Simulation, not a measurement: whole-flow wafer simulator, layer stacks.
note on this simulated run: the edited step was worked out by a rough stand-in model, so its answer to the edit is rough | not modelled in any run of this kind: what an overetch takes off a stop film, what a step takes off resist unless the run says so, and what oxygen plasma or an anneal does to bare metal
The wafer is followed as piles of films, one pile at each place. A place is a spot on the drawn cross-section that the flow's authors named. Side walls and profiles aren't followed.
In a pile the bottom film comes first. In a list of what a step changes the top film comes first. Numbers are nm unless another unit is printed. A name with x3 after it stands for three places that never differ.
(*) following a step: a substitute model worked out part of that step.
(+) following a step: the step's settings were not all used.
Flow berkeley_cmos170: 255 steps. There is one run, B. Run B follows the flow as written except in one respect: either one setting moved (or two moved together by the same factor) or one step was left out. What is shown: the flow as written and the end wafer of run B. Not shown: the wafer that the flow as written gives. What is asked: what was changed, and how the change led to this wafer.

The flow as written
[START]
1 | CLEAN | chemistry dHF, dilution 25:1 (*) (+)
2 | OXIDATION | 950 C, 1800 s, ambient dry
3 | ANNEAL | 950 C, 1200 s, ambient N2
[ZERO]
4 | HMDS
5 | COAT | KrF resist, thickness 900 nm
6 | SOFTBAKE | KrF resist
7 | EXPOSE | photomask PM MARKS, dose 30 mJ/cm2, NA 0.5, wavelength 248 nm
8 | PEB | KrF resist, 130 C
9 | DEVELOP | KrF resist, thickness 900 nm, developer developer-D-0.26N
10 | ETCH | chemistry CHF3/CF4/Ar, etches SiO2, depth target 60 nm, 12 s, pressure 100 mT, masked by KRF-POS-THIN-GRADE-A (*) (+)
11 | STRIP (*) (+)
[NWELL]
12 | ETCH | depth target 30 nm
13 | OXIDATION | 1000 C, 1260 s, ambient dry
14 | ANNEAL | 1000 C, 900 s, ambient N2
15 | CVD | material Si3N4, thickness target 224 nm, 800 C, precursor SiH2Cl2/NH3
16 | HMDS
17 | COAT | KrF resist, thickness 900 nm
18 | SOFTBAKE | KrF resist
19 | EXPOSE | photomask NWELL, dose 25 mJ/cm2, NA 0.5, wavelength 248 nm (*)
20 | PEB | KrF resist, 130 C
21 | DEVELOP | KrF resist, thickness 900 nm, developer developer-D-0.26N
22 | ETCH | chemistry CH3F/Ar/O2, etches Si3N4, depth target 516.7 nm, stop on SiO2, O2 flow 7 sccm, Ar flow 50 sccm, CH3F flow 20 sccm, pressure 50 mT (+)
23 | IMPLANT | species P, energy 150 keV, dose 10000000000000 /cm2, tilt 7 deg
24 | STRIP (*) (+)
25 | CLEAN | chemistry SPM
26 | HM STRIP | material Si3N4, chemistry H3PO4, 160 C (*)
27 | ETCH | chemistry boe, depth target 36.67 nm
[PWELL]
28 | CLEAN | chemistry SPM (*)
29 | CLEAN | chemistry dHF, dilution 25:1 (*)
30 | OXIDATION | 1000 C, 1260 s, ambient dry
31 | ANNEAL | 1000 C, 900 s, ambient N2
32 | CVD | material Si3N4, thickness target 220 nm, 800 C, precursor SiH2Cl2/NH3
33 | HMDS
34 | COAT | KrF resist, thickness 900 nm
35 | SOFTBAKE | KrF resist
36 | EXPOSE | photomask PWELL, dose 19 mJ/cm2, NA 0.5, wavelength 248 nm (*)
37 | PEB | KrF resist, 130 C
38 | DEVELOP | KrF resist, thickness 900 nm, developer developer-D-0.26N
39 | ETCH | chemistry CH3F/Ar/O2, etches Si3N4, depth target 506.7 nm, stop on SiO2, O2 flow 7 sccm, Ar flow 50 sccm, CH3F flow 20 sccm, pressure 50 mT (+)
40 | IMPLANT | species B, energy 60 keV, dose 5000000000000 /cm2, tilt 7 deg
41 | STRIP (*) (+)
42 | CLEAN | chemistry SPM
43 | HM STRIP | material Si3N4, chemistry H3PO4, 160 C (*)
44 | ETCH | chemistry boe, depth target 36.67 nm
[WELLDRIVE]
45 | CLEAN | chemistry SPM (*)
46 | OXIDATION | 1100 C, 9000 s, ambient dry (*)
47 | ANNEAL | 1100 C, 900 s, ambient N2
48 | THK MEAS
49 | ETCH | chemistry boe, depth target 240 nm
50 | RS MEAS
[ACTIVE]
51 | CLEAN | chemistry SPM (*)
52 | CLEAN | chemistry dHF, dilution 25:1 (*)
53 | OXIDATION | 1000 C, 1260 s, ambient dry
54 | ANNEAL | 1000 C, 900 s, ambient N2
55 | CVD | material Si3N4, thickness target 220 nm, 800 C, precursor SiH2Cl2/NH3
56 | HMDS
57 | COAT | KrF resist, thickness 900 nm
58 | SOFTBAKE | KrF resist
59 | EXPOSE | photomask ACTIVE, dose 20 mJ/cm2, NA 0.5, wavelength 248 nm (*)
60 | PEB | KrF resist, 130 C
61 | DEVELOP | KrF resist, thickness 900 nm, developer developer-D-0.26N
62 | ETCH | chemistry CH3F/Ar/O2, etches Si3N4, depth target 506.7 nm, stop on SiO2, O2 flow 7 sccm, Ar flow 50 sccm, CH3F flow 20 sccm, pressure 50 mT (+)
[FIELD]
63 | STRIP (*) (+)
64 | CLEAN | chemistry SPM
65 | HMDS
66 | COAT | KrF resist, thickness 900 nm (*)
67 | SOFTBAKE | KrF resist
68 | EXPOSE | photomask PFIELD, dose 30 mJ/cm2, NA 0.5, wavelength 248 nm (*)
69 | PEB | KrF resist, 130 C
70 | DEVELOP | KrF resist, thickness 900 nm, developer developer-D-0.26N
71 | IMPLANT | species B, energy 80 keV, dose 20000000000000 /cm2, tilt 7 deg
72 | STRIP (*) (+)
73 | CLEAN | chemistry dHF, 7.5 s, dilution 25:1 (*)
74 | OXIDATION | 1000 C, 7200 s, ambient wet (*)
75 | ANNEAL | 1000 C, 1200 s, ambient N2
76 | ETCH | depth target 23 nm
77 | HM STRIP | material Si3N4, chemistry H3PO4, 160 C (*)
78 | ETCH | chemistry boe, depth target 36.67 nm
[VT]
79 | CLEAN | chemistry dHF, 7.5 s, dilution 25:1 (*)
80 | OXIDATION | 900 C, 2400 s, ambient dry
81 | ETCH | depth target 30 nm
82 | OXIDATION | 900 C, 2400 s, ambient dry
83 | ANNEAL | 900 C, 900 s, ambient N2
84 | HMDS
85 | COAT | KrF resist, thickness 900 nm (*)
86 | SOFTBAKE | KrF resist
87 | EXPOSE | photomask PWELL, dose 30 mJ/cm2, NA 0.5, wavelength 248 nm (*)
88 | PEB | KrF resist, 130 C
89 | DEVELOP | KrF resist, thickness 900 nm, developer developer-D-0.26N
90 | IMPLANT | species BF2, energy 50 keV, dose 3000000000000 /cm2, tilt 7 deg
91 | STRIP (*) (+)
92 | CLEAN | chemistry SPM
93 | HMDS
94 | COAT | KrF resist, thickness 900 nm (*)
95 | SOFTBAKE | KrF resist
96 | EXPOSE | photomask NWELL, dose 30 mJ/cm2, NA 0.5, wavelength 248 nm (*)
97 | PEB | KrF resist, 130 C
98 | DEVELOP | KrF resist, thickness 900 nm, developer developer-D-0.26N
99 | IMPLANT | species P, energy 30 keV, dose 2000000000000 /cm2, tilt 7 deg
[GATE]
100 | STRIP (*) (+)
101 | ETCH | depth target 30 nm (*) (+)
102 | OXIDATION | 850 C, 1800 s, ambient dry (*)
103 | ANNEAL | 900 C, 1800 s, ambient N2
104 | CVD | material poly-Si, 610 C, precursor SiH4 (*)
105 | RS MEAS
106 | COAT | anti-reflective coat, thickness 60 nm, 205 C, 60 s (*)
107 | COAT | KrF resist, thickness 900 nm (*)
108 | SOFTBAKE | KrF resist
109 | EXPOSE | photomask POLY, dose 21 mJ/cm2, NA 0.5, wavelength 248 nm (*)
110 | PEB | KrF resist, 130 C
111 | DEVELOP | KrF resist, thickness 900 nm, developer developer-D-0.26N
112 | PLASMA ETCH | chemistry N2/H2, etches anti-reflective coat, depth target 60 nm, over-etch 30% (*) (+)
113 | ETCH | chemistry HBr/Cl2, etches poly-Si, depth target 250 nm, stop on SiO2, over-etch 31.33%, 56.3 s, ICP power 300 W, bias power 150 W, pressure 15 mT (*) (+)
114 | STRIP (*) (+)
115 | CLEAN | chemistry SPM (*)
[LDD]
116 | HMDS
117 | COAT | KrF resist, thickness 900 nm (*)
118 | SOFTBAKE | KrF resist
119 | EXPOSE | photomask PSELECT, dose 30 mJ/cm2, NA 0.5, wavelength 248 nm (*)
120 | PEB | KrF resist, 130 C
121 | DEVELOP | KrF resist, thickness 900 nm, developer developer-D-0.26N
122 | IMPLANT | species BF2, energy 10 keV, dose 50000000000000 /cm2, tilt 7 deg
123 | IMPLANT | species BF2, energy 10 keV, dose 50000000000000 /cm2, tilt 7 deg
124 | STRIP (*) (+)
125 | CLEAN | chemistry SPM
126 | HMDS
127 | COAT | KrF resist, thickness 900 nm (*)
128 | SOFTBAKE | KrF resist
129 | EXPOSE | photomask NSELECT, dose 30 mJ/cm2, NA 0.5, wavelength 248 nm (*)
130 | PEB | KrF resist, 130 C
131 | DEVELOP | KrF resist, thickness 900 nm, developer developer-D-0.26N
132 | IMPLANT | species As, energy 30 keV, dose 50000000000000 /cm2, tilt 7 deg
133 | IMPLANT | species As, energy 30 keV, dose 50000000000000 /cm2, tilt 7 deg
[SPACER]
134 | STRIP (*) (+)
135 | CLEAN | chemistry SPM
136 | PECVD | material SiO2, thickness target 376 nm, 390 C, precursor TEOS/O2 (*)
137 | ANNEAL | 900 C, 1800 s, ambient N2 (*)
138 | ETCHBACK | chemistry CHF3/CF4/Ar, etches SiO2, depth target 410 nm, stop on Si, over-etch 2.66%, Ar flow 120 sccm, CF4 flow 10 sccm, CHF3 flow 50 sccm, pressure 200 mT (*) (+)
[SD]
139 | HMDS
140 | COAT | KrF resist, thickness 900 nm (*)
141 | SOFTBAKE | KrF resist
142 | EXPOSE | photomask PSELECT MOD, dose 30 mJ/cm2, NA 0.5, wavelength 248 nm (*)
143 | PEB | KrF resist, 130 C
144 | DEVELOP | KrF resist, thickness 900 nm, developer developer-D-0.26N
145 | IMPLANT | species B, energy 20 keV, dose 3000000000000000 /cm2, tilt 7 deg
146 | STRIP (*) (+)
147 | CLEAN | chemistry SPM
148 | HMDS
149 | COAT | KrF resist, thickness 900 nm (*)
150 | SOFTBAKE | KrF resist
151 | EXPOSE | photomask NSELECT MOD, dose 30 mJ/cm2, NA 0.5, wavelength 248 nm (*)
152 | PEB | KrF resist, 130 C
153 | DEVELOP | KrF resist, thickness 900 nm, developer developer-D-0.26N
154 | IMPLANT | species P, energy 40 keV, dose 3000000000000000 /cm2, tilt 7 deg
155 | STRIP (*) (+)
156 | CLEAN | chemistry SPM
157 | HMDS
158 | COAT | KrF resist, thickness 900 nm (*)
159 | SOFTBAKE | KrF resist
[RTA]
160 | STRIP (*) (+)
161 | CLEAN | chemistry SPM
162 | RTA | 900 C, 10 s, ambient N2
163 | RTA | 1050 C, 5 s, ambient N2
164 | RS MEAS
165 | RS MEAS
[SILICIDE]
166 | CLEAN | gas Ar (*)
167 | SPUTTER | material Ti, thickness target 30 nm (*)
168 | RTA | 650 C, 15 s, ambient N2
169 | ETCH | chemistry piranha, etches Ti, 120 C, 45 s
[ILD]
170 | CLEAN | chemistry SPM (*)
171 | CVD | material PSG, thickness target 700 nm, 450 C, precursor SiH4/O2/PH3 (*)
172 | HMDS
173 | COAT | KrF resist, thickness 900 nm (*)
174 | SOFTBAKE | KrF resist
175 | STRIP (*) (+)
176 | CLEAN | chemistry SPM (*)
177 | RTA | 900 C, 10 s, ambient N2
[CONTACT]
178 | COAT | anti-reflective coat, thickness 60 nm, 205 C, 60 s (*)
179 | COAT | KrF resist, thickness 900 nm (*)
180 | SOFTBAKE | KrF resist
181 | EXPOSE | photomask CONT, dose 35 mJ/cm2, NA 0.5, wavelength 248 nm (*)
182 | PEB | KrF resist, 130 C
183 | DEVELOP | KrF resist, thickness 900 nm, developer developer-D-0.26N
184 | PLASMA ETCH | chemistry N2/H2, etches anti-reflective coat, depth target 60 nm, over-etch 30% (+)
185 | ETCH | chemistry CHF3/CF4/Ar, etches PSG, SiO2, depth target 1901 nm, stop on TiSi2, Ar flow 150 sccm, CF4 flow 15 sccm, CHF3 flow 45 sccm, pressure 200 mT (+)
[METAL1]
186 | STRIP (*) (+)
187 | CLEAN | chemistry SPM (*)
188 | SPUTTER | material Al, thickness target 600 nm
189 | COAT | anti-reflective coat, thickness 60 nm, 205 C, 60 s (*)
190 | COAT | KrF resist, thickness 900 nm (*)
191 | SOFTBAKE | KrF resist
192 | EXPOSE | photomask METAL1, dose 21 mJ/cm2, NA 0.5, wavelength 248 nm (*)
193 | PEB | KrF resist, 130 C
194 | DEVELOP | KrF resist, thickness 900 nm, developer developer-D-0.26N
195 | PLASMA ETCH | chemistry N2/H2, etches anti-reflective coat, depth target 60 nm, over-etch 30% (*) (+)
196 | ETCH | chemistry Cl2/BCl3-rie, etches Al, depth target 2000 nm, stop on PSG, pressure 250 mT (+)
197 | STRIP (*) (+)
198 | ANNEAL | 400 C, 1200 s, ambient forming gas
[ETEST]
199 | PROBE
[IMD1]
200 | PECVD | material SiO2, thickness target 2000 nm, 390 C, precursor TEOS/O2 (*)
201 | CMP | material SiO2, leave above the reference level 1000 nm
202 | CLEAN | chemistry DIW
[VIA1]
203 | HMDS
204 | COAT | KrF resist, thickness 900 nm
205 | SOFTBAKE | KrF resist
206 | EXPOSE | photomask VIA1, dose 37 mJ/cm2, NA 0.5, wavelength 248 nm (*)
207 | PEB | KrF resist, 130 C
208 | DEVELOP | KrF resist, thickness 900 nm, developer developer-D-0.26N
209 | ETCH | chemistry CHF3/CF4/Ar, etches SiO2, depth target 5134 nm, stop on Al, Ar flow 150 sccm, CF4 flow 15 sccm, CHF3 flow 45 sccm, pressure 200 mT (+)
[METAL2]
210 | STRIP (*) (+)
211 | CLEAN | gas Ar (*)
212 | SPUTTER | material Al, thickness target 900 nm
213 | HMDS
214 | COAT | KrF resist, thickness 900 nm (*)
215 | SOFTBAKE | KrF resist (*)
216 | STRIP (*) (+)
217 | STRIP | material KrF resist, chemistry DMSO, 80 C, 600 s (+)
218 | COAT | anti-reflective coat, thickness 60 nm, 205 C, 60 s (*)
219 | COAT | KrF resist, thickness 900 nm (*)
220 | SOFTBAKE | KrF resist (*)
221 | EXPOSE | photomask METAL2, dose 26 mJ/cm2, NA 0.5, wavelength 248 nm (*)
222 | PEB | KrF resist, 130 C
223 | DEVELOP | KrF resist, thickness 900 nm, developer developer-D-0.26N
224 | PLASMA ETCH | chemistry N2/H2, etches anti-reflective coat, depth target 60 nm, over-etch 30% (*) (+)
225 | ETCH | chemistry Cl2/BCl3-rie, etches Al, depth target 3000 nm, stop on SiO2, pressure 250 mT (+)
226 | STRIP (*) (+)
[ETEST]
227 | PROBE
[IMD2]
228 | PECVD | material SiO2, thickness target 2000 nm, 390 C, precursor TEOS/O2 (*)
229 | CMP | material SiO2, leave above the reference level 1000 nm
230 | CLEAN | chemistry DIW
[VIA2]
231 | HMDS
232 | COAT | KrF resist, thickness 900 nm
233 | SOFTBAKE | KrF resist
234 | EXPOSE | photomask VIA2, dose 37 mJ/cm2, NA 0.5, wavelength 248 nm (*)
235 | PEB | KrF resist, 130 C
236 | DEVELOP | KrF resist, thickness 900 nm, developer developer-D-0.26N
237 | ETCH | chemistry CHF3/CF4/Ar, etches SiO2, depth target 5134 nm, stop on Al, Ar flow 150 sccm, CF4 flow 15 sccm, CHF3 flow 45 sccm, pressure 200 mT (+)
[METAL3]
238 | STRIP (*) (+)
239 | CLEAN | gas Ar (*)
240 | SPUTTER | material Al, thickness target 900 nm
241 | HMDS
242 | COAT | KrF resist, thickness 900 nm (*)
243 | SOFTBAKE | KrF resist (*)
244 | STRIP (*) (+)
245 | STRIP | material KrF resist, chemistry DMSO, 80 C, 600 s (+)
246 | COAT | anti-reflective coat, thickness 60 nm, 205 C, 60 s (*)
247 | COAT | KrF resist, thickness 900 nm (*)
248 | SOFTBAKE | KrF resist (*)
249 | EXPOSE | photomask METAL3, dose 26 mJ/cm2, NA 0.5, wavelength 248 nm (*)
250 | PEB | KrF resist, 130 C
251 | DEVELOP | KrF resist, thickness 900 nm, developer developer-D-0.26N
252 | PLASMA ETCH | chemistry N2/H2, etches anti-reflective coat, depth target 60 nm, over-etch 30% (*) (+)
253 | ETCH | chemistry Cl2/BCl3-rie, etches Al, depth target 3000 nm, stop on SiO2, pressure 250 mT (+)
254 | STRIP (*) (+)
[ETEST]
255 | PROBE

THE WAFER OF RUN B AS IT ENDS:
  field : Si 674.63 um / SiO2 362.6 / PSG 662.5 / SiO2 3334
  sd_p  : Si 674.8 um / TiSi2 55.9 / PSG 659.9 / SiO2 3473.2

What caused this: step 101, ETCH: depth target 48 nm was run, while the flow as written has depth target 30 nm.

How this came from the change, step by step:
  101 | ETCH | depth target 30 nm (*) (+)
      field: -48 SiO2 (in the flow as written it would be: -30 SiO2)
  106 | COAT | anti-reflective coat, thickness 60 nm, 205 C, 60 s (*)
      sd_n: +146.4 anti-reflective coat (new film) (in the flow as written it would be: +158.6 anti-reflective coat (new film))
      spacer_n: +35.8 anti-reflective coat (new film) (in the flow as written it would be: +31.5 anti-reflective coat (new film))
      (as well as at 6 more places)
  112 | PLASMA ETCH | chemistry N2/H2, etches anti-reflective coat, depth target 60 nm, over-etch 30% (*) (+)
      sd_n: -146.4 anti-reflective coat (all of it), -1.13 poly-Si (in the flow as written it would be: -158.6 anti-reflective coat (all of it), -1.22 poly-Si)
      spacer_n: -35.8 anti-reflective coat (all of it), -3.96 poly-Si (in the flow as written it would be: -31.5 anti-reflective coat (all of it), -4.48 poly-Si)
      (as well as at 4 more places)
  114 | STRIP (*) (+)
      gate_n: +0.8 chemical SiO2 (new film), -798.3 KrF resist (all of it), -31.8 anti-reflective coat (all of it), -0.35 poly-Si (in the flow as written it would be: +0.8 chemical SiO2 (new film), -812.6 KrF resist (all of it), -27.3 anti-reflective coat (all of it), -0.35 poly-Si)
      gate_p: +0.8 chemical SiO2 (new film), -772.9 KrF resist (all of it), -32.8 anti-reflective coat (all of it), -0.35 poly-Si (in the flow as written it would be: +0.8 chemical SiO2 (new film), -782.1 KrF resist (all of it), -29.6 anti-reflective coat (all of it), -0.35 poly-Si)
  178 | COAT | anti-reflective coat, thickness 60 nm, 205 C, 60 s (*)
      sd_n: +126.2 anti-reflective coat (new film) (in the flow as written it would be: +135.1 anti-reflective coat (new film))
      gate_n: +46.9 anti-reflective coat (new film) (in the flow as written it would be: +48.3 anti-reflective coat (new film))
      (as well as at 3 more places)
  186 | STRIP (*) (+)
      sd_n: -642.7 KrF resist (all of it), -126.2 anti-reflective coat (all of it) (in the flow as written it would be: -643.8 KrF resist (all of it), -135.1 anti-reflective coat (all of it))
      gate_n: -544.8 KrF resist (all of it), -46.9 anti-reflective coat (all of it) (in the flow as written it would be: -553.1 KrF resist (all of it), -48.3 anti-reflective coat (all of it))
      (as well as at 3 more places)
  189 | COAT | anti-reflective coat, thickness 60 nm, 205 C, 60 s (*)
      field: +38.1 anti-reflective coat (new film) (in the flow as written it would be: +38.9 anti-reflective coat (new film))
      gate_n: +47 anti-reflective coat (new film) (in the flow as written it would be: +48 anti-reflective coat (new film))
      (as well as at 2 more places)
  195 | PLASMA ETCH | chemistry N2/H2, etches anti-reflective coat, depth target 60 nm, over-etch 30% (*) (+)
      contact, m1, via1, m2, via2: -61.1 KrF resist (in the flow as written it would be: -62.5 KrF resist)
      field: -38.1 anti-reflective coat (all of it) (in the flow as written it would be: -38.9 anti-reflective coat (all of it))
      (as well as at 2 more places)
  197 | STRIP (*) (+)
      m2: -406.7 KrF resist (all of it), -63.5 anti-reflective coat (all of it) (in the flow as written it would be: -412.9 KrF resist (all of it), -61.1 anti-reflective coat (all of it))
  201 | CMP | material SiO2, leave above the reference level 1000 nm
      field: -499 SiO2 (in the flow as written it would be: -517 SiO2)
